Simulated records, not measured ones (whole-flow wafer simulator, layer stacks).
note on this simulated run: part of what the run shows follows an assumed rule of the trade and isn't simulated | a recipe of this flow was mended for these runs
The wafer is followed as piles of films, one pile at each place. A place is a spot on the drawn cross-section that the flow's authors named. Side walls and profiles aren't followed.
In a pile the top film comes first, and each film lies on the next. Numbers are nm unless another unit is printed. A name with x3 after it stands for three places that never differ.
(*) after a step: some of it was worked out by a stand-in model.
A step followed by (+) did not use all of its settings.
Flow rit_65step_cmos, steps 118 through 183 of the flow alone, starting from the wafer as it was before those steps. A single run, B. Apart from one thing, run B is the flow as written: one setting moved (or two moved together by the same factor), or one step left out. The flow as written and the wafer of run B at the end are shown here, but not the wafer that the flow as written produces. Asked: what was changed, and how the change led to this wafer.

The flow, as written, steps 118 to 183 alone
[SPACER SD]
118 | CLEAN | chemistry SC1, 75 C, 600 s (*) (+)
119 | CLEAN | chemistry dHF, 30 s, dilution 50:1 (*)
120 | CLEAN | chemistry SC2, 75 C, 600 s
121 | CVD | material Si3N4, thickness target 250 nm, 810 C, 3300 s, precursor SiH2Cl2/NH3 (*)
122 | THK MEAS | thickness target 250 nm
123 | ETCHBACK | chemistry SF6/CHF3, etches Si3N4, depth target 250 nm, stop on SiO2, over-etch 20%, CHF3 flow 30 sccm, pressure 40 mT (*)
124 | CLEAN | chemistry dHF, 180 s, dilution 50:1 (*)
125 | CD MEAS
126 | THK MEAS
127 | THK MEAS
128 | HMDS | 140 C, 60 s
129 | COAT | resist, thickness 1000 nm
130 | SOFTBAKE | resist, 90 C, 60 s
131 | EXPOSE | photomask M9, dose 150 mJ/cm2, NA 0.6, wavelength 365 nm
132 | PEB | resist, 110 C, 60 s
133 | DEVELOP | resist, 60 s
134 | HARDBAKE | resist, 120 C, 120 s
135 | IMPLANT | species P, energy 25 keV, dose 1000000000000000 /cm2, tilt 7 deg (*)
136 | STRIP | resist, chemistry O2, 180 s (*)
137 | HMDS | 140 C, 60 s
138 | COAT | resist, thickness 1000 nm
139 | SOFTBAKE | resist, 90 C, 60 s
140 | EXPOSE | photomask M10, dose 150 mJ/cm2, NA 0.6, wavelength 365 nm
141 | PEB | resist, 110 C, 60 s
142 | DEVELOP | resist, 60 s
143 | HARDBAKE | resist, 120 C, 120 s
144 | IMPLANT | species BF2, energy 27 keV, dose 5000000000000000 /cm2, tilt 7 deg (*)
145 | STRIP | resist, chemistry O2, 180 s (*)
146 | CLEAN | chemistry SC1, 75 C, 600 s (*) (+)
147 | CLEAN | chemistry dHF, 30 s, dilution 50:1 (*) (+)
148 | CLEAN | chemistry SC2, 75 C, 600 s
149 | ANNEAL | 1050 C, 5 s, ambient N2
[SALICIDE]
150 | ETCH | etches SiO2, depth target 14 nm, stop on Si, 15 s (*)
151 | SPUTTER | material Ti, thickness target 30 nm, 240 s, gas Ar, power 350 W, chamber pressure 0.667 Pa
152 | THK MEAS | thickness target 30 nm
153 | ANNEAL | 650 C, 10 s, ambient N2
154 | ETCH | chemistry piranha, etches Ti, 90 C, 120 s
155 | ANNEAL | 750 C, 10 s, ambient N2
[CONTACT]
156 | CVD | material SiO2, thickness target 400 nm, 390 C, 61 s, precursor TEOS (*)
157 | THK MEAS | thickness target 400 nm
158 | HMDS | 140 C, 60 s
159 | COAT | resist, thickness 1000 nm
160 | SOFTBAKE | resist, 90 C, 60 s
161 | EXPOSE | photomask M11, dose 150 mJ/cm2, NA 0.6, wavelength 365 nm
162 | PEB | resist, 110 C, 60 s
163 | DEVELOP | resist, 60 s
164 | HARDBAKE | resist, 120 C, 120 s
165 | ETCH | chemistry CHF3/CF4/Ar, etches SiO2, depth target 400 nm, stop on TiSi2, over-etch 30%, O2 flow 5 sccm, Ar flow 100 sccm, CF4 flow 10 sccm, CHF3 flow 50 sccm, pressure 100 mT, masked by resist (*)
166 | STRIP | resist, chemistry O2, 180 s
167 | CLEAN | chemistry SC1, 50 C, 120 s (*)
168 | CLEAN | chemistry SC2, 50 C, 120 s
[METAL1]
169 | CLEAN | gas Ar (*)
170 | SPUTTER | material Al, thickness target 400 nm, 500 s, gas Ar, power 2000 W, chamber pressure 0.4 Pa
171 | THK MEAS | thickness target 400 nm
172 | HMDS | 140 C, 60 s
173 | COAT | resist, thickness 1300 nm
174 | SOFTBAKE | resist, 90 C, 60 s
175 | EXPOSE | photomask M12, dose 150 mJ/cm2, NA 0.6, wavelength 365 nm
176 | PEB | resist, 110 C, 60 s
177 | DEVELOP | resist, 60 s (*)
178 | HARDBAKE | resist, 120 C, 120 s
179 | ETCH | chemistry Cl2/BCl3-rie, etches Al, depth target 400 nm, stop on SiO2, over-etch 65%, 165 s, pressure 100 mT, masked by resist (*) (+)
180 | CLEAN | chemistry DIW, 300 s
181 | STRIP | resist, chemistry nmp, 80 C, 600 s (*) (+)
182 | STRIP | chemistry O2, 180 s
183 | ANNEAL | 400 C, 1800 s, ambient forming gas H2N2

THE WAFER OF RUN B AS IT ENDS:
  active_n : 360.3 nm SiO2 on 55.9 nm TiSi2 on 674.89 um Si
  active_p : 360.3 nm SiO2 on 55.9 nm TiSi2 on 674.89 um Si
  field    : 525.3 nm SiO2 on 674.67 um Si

The reason: step 121, CVD: thickness target 212 nm was run, whereas the flow has thickness target 250 nm; step 121, CVD: 2805 s was run, where the flow has 3300 s.

How this came from the change, step by step:
  121 | CVD | material Si3N4, thickness target 250 nm, 810 C, 3300 s, precursor SiH2Cl2/NH3 (*)
      field, field_pw, field_nw and 11 more: Si3N4 gains 212 (new film) (as written it would have been: Si3N4 gains 250 (new film))
  123 | ETCHBACK | chemistry SF6/CHF3, etches Si3N4, depth target 250 nm, stop on SiO2, over-etch 20%, CHF3 flow 30 sccm, pressure 40 mT (*)
      active_n, sd_n, contact, m1: Si3N4 loses 212 (all of it), SiO2 loses 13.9 (all of it), Si loses 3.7 (as written it would have been: Si3N4 loses 250 (all of it), SiO2 loses 1.4)
      active_p, sd_p: Si3N4 loses 212 (all of it), SiO2 loses 13.4 (all of it), Si loses 3.74 (as written it would have been: Si3N4 loses 250 (all of it), SiO2 loses 1.4)
      (and at 6 other places as well)
  124 | CLEAN | chemistry dHF, 180 s, dilution 50:1 (*)
      active_n, sd_n, contact, m1: nothing (as written it would have been: SiO2 loses 12.5 (all of it))
      active_p, sd_p: nothing (as written it would have been: SiO2 loses 12 (all of it))
      (and at 2 other places as well)
  129 | COAT | resist, thickness 1000 nm
      spacer: resist gains 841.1 (new film) (as written it would have been: resist gains 813.3 (new film))
      spacer_p: resist gains 841.6 (new film) (as written it would have been: resist gains 813.8 (new film))
  132 | PEB | resist, 110 C, 60 s
      spacer, spacer_p: resist loses 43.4 (as written it would have been: resist loses 41.9)
  133 | DEVELOP | resist, 60 s
      spacer: resist loses 797.8 (all of it) (as written it would have been: resist loses 771.4 (all of it))
  134 | HARDBAKE | resist, 120 C, 120 s
      spacer_p: resist loses 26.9 (as written it would have been: resist loses 26)
  136 | STRIP | resist, chemistry O2, 180 s (*)
      spacer_p: resist loses 771.3 (all of it) (as written it would have been: resist loses 745.9 (all of it))
  138 | COAT | resist, thickness 1000 nm
      spacer: resist gains 841.8 (new film) (as written it would have been: resist gains 813.9 (new film))
      spacer_p: resist gains 842.2 (new film) (as written it would have been: resist gains 814.4 (new film))
  141 | PEB | resist, 110 C, 60 s
      spacer: resist loses 43.4 (as written it would have been: resist loses 41.9)
      spacer_p: resist loses 43.5 (as written it would have been: resist loses 42)
  142 | DEVELOP | resist, 60 s
      spacer_p: resist loses 798.8 (all of it) (as written it would have been: resist loses 772.4 (all of it))
  143 | HARDBAKE | resist, 120 C, 120 s
      field: resist loses 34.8 (as written it would have been: resist loses 34)
      spacer: resist loses 26.9 (as written it would have been: resist loses 26)
  145 | STRIP | resist, chemistry O2, 180 s (*)
      spacer: resist loses 771.4 (all of it) (as written it would have been: resist loses 746 (all of it))
  159 | COAT | resist, thickness 1000 nm
      spacer: resist gains 855.3 (new film) (as written it would have been: resist gains 829 (new film))
      spacer_p: resist gains 855.8 (new film) (as written it would have been: resist gains 829.5 (new film))
  162 | PEB | resist, 110 C, 60 s
      spacer: resist loses 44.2 (as written it would have been: resist loses 42.7)
      spacer_p: resist loses 44.2 (as written it would have been: resist loses 42.8)
  164 | HARDBAKE | resist, 120 C, 120 s
      spacer, spacer_p: resist loses 27.4 (as written it would have been: resist loses 26.5)
  ... 3 other steps ...
  177 | DEVELOP | resist, 60 s (*)
      spacer: resist loses 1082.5 (all of it), Al loses 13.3 (as written it would have been: resist loses 1057.3 (all of it), Al loses 13.3)
      spacer_p: resist loses 1087.4 (all of it), Al loses 13.3 (as written it would have been: resist loses 1061.6 (all of it), Al loses 13.3)
